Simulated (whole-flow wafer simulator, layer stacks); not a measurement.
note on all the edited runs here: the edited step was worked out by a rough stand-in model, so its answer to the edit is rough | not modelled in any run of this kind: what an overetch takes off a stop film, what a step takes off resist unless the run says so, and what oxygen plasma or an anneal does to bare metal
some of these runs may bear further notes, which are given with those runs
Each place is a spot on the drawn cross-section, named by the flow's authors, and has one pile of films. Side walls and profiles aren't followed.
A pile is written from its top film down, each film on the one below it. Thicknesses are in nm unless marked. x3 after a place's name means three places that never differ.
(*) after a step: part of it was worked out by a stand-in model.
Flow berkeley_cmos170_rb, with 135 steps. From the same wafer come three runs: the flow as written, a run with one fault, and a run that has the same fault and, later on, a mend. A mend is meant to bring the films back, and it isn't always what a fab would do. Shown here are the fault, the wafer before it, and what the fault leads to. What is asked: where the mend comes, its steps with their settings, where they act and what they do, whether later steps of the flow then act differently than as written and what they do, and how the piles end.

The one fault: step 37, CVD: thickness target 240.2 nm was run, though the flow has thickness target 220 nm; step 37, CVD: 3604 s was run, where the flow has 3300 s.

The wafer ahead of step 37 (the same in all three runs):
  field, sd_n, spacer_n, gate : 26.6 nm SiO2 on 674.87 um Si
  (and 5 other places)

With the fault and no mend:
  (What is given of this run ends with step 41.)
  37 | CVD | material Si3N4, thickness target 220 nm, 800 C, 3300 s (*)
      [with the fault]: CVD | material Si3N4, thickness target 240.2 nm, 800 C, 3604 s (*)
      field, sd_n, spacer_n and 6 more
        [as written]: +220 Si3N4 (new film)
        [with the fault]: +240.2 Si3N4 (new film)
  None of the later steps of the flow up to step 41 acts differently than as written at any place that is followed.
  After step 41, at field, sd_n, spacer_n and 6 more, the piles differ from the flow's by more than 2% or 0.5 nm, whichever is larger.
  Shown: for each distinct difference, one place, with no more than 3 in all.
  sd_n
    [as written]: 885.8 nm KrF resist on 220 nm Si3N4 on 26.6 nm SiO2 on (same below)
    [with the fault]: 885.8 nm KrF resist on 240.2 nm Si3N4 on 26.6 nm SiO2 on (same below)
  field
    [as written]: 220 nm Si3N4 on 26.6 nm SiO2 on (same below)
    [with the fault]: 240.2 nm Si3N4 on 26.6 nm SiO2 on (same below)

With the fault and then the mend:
  The mend stands after step 37.
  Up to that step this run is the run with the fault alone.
  37a | ETCH | chemistry h3po4, depth target 20.2 nm (the flow's step 30, run once more with other settings)
      field, sd_n, spacer_n and 6 more
        -20.2 Si3N4
  None of the later steps of the flow acts differently than as written at any place that is followed.
  The piles end the same as the flow's at every place that both follow.
